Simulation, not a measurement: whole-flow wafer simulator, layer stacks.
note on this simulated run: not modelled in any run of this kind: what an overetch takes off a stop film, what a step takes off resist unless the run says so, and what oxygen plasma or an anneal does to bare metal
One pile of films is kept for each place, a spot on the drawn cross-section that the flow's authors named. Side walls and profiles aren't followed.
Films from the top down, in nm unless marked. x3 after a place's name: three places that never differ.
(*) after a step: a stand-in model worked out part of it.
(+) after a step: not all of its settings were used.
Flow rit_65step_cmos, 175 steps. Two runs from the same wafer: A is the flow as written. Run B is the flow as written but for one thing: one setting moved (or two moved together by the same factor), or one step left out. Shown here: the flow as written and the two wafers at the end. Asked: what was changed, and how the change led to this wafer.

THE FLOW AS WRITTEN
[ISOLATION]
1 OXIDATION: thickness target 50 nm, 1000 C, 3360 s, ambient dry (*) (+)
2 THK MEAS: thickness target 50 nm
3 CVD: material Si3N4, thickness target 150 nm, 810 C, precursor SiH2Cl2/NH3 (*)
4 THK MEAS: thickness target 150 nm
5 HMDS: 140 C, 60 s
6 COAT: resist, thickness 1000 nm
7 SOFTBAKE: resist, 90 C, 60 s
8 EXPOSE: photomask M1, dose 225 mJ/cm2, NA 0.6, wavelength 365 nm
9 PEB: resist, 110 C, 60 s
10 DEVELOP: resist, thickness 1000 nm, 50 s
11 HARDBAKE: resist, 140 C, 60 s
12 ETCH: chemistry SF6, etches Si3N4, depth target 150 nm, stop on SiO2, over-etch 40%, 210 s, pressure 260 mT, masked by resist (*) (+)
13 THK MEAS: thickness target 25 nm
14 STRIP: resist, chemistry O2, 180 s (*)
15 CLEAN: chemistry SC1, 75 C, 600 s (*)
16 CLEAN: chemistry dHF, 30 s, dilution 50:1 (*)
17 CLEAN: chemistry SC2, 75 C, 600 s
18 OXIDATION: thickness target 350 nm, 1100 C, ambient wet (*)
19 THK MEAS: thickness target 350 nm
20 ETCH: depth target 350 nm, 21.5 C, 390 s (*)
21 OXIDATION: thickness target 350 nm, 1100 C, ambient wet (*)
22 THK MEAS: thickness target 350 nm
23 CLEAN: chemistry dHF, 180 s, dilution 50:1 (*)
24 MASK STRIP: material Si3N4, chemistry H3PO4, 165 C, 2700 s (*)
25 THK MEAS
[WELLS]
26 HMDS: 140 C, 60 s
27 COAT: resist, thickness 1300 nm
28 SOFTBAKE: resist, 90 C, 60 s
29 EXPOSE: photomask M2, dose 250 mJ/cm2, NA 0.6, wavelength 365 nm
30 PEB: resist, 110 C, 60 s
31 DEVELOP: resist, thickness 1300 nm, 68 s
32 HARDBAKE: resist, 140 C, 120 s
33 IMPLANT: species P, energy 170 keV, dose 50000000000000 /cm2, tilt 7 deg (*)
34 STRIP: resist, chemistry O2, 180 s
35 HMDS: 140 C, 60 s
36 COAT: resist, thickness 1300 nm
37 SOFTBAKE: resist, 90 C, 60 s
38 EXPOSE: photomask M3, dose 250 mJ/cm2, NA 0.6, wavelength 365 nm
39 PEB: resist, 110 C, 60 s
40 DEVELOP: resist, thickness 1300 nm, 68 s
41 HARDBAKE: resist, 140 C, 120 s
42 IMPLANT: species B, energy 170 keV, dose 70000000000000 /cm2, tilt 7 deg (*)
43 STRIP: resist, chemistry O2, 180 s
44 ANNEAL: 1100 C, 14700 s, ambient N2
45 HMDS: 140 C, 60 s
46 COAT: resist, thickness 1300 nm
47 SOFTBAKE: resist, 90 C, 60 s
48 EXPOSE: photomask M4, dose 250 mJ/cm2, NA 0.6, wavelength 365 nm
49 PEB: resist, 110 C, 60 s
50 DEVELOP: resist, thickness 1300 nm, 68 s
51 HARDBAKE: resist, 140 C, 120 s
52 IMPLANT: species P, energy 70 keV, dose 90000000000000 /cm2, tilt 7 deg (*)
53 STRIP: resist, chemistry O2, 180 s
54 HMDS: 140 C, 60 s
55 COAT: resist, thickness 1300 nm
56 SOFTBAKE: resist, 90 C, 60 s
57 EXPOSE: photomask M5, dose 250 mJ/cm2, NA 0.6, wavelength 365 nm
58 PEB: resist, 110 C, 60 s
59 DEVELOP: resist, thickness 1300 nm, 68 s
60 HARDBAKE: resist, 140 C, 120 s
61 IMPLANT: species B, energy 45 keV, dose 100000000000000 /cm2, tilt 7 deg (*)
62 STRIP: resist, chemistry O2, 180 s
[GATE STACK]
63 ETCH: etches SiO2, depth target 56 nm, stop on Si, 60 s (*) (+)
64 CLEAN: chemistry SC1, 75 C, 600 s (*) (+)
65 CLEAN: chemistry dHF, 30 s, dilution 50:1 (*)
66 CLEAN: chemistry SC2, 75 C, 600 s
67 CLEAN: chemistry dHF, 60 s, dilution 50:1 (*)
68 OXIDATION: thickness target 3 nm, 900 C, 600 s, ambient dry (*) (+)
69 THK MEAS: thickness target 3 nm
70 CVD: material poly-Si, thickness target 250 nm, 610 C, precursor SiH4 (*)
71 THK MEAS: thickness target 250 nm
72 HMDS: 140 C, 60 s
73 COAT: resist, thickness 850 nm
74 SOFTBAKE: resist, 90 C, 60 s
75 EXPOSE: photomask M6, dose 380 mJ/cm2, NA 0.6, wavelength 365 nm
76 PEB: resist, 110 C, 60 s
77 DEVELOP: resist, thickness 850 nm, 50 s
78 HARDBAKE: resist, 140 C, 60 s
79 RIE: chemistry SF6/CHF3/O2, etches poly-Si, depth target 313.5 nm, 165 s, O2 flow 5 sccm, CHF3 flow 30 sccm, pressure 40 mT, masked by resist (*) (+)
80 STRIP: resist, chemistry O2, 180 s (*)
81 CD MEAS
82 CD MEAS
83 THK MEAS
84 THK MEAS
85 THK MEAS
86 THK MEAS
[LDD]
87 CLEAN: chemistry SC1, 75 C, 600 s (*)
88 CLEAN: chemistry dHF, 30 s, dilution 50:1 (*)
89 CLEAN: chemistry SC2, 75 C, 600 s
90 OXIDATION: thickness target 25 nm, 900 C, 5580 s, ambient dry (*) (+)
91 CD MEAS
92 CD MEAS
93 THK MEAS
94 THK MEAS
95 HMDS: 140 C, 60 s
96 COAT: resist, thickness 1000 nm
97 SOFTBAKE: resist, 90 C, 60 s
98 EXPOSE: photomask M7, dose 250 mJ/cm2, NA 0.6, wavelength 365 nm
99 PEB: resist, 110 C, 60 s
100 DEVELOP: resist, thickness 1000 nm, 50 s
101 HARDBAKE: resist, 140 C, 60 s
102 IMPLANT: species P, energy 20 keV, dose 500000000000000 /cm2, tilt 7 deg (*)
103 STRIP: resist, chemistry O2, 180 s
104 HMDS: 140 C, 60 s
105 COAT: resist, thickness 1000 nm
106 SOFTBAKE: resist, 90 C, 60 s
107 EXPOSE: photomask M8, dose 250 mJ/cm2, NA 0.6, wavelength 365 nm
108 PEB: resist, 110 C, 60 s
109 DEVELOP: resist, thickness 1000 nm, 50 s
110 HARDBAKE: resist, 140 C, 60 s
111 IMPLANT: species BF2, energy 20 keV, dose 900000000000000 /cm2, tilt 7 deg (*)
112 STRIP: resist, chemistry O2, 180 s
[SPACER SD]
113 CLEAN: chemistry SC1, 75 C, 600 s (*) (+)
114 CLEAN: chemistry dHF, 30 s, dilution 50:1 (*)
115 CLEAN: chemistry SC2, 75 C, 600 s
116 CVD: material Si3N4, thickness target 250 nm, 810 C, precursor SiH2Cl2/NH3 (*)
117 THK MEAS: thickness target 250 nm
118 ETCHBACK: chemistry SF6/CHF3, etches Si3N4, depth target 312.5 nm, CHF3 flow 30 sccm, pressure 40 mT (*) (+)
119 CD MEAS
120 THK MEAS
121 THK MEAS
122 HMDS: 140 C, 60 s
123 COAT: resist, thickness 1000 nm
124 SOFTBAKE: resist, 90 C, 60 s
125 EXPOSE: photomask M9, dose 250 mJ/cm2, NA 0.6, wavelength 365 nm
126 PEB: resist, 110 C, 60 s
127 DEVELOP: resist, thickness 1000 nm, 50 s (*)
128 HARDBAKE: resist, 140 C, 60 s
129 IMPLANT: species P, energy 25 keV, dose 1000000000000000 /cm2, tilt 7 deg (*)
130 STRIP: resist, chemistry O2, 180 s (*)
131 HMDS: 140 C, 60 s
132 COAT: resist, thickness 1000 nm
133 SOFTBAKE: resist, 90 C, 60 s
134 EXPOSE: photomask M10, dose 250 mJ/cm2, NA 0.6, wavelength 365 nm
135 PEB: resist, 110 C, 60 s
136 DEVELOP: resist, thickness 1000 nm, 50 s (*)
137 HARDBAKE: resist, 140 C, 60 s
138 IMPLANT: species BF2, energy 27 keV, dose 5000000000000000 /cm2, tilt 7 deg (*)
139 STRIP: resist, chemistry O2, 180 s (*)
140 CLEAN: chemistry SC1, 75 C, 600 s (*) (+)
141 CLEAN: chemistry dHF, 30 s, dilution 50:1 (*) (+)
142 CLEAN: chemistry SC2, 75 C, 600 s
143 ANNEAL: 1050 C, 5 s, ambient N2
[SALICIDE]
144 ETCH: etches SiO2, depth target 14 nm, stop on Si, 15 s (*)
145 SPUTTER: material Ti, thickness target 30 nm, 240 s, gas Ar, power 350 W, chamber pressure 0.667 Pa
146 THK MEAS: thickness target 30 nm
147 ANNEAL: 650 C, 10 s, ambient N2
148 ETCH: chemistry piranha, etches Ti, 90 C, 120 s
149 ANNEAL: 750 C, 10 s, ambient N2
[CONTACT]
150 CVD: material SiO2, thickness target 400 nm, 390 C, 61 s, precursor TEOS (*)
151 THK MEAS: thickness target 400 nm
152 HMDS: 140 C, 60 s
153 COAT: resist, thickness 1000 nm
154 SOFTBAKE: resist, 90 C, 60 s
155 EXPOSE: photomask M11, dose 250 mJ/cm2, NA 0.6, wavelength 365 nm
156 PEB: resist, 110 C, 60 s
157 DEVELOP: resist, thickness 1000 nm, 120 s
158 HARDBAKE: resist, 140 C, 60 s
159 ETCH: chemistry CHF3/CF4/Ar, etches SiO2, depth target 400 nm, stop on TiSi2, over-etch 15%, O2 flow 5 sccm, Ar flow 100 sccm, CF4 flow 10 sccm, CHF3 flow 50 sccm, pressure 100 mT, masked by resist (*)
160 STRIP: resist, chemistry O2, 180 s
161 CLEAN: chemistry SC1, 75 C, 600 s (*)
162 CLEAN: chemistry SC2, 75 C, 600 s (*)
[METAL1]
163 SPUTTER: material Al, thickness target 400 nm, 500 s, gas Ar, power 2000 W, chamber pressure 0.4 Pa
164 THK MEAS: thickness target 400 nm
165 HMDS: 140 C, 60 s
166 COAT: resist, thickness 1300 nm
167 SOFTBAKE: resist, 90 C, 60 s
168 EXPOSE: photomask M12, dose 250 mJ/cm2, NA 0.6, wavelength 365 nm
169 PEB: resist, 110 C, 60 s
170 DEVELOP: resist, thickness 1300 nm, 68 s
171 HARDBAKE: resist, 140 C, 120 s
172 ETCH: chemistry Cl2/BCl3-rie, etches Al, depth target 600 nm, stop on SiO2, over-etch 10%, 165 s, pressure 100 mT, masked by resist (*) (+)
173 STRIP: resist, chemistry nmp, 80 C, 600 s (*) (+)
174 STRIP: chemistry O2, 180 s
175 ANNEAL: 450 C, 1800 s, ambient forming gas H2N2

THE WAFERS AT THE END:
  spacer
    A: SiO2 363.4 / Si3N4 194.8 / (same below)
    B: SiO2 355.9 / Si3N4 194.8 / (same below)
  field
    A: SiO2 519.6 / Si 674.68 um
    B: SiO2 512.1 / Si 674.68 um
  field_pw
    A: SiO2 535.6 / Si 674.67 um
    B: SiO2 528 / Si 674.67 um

The cause: step 163, SPUTTER: thickness target 340 nm was run, where the flow has thickness target 400 nm.

How the change led to this, step by step:
  163 SPUTTER: material Al, thickness target 400 nm, 500 s, gas Ar, power 2000 W, chamber pressure 0.4 Pa
      field, field_p, spacer, spacer_p: A Al +400 (new film) | B Al +340 (new film)
      gate_n, gate_p: A Al +396 (new film) | B Al +340 (new film)
      (and at 2 more places)
  172 ETCH: chemistry Cl2/BCl3-rie, etches Al, depth target 600 nm, stop on SiO2, over-etch 10%, 165 s, pressure 100 mT, masked by resist (*) (+)
      field, field_p, spacer, spacer_p: A Al -400 (all of it), SiO2 -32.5 | B Al -340 (all of it), SiO2 -40
      gate_n, gate_p: A Al -396 (all of it), SiO2 -33 | B Al -340 (all of it), SiO2 -40
      (and at 2 more places)
